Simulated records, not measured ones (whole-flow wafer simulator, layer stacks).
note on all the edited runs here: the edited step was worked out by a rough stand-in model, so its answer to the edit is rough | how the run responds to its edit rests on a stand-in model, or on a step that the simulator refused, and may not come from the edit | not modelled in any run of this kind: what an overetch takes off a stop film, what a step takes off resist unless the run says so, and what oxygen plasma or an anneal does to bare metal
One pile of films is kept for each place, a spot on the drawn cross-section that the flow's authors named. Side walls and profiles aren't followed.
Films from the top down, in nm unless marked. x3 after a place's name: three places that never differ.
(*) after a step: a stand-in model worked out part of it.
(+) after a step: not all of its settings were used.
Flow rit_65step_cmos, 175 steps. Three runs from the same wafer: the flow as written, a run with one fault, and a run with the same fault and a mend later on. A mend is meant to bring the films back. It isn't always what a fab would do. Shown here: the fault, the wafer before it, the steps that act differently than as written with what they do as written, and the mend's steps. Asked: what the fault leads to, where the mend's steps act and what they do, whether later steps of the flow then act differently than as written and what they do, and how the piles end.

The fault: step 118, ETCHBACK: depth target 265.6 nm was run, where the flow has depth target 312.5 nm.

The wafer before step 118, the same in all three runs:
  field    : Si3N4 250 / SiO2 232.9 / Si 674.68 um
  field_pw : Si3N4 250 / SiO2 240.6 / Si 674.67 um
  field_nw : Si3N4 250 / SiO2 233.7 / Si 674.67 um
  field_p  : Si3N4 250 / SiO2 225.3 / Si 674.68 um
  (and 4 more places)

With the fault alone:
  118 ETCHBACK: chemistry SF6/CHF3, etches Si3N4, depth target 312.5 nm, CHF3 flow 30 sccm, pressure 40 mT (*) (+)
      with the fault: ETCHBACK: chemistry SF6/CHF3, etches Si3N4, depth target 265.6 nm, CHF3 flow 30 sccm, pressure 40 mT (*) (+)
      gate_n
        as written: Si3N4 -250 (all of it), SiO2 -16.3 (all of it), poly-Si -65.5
        with the fault: Si3N4 -250 (all of it), SiO2 -12
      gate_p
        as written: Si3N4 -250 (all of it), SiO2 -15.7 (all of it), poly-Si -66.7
        with the fault: Si3N4 -250 (all of it), SiO2 -12
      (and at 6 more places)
  Later steps of the flow that act differently than as written (3 more steps differ only slightly, by at most 2% or 0.5 nm, whichever is larger, and aren't shown):
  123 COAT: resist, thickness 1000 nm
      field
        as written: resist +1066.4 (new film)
        with the fault: resist +1044 (new film)
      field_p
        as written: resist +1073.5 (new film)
        with the fault: resist +1051.1 (new film)
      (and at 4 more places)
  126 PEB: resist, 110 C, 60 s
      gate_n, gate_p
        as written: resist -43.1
        with the fault: resist -40.1
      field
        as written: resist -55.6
        with the fault: resist -54.2
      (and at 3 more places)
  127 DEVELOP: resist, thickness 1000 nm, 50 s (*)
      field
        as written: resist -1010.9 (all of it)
        with the fault: resist -989.7 (all of it)
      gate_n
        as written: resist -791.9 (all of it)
        with the fault: resist -738.6 (all of it)
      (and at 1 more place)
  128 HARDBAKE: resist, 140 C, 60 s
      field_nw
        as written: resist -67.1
        with the fault: resist -65.7
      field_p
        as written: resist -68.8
        with the fault: resist -67.2
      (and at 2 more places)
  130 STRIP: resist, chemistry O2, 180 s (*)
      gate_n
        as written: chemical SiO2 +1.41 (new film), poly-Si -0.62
        with the fault: nothing
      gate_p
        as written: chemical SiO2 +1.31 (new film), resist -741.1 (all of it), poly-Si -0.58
        with the fault: resist -691.1 (all of it)
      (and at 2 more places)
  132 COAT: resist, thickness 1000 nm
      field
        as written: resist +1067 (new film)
        with the fault: resist +1044 (new film)
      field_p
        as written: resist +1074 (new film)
        with the fault: resist +1051.1 (new film)
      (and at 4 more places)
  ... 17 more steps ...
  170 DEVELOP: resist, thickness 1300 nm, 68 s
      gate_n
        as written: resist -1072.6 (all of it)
        with the fault: resist -1032.3 (all of it)
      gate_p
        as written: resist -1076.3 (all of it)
        with the fault: resist -1035.1 (all of it)
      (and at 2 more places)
  At the end the piles differ from the flow's by more than 2% or 0.5 nm, whichever is larger, at field, field_pw, field_nw, field_p, gate_n, gate_p, spacer, spacer_p.
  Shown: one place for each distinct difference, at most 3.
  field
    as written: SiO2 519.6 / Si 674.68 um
    with the fault: SiO2 555.7 / Si 674.68 um
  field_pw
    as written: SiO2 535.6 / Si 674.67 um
    with the fault: SiO2 571.7 / Si 674.67 um
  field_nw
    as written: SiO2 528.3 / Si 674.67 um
    with the fault: SiO2 564.8 / Si 674.67 um

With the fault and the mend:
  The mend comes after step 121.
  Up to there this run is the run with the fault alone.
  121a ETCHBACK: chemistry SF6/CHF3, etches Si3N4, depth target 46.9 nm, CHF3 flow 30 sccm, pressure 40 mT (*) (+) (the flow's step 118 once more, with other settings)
      field, field_pw, field_nw, field_p
        SiO2 -36.1
      active_n, sd_n, contact, m1
        SiO2 -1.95 (all of it)
      active_p, sd_p
        SiO2 -1.36 (all of it)
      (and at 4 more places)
  No later step of the flow acts differently than as written, at any place that is followed, by more than 2% or 0.5 nm, whichever is larger.
  At the end the piles are the same as the flow's at every place that both follow.
